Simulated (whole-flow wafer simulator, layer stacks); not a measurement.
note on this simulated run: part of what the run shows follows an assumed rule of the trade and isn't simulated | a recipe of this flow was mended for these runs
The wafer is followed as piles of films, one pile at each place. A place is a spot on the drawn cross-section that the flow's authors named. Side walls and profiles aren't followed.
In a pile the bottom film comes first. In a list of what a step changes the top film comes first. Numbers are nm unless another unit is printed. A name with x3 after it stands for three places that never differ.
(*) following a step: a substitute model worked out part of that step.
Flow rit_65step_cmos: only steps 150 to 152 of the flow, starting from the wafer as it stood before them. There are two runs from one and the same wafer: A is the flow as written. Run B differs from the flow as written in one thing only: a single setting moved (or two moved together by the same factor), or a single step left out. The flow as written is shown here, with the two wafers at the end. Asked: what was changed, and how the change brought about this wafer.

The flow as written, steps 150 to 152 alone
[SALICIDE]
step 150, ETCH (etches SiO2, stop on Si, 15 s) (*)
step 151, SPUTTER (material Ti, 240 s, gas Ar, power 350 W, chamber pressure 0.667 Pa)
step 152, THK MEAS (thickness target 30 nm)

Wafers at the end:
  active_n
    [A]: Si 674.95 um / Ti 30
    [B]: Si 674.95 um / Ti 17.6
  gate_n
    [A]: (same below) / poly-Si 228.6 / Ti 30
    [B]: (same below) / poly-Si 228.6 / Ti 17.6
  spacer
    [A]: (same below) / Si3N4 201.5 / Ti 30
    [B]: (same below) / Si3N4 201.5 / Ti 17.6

Cause: step 151, SPUTTER: 141 s was run, whereas the flow has 240 s.

How this came from the change, step by step:
  step 151, SPUTTER (material Ti, 240 s, gas Ar, power 350 W, chamber pressure 0.667 Pa)
      field, field_pw, field_nw and 11 more: A +30 Ti (new film) | B +17.6 Ti (new film)
